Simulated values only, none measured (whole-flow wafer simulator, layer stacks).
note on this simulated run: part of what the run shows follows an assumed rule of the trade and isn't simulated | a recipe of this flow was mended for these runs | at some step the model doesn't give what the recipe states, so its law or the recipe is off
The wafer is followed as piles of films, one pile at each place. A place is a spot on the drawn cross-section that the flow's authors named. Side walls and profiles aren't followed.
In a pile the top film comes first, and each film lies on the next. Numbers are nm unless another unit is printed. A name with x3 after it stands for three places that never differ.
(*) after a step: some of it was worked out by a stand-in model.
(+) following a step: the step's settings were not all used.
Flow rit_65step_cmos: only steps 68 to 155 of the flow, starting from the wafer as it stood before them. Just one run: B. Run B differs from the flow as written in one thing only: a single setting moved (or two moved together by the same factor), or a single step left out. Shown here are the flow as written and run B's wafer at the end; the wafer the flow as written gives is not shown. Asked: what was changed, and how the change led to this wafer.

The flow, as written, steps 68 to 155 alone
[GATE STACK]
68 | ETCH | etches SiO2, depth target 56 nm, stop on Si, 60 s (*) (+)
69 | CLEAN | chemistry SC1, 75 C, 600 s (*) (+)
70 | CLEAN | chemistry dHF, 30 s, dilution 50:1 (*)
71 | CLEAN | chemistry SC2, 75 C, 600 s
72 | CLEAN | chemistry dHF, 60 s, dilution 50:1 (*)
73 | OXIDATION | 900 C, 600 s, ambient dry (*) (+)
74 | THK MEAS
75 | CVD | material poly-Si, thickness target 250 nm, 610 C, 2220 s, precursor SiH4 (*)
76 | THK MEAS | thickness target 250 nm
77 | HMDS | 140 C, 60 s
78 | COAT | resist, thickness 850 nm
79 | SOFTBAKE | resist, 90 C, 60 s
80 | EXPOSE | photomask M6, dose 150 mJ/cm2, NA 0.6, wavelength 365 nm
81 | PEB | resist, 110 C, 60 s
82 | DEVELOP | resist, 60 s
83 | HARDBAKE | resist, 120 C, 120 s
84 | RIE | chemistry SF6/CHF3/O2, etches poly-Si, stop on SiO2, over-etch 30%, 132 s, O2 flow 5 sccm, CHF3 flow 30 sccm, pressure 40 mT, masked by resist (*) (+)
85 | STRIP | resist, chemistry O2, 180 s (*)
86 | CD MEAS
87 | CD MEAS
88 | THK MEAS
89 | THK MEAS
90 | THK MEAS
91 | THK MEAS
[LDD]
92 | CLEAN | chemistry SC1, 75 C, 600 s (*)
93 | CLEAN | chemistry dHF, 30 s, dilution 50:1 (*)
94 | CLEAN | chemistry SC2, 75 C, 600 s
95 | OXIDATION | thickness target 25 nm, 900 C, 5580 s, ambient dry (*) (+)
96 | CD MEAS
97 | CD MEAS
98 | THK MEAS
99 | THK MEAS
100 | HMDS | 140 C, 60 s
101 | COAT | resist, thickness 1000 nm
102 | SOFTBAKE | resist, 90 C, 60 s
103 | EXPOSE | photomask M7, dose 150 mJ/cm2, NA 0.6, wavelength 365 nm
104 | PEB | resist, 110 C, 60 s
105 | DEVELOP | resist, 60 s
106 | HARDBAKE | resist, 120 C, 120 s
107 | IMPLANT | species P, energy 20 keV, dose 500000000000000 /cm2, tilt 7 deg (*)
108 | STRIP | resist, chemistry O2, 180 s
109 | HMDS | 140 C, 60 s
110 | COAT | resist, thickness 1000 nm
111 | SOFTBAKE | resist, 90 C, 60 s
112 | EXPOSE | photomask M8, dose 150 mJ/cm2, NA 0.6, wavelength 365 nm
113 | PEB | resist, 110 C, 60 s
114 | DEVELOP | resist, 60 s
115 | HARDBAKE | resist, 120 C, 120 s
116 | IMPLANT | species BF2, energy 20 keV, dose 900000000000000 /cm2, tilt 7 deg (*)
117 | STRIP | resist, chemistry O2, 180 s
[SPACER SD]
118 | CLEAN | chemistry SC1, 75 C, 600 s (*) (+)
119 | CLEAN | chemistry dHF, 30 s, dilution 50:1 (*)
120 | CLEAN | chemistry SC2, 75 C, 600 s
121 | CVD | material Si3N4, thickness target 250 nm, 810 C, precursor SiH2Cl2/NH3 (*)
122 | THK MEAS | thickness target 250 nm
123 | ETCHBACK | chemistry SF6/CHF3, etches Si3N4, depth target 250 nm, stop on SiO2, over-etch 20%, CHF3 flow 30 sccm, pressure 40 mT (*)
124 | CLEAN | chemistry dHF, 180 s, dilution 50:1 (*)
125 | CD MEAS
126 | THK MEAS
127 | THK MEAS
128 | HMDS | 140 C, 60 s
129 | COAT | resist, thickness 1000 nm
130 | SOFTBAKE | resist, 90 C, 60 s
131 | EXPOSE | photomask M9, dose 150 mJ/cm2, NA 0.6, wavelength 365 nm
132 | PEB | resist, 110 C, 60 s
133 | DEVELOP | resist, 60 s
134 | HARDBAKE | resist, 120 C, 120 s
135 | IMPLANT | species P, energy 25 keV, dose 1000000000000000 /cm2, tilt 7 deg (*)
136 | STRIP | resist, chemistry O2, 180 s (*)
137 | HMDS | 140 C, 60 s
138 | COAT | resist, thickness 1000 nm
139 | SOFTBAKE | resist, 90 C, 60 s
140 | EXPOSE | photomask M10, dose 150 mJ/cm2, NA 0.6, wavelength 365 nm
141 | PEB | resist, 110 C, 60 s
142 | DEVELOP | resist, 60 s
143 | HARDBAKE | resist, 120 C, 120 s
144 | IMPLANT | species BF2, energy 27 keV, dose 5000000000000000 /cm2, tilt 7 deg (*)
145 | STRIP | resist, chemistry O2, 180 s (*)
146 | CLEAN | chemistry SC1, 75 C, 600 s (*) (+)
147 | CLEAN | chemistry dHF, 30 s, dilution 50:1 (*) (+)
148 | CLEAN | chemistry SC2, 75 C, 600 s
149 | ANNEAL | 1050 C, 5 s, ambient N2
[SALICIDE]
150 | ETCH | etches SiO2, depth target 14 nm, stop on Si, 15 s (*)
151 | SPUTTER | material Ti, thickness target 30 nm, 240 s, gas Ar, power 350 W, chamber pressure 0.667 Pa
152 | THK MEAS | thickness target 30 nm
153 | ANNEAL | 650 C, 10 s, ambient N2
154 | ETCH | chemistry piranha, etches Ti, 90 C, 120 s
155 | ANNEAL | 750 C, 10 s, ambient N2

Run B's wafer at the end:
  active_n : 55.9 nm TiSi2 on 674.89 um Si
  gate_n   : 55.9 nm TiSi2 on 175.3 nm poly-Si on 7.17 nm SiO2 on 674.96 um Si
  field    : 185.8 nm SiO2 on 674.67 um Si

Cause: step 68, ETCH: depth target 64 nm was run, though the flow has depth target 56 nm; step 68, ETCH: 69 s was run, where the flow has 60 s.

Step by step, how the change led to this:
  68 | ETCH | etches SiO2, depth target 56 nm, stop on Si, 60 s (*) (+)
      field, field_pw, field_nw, field_p: -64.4 SiO2 (as written it would have been: -56 SiO2)
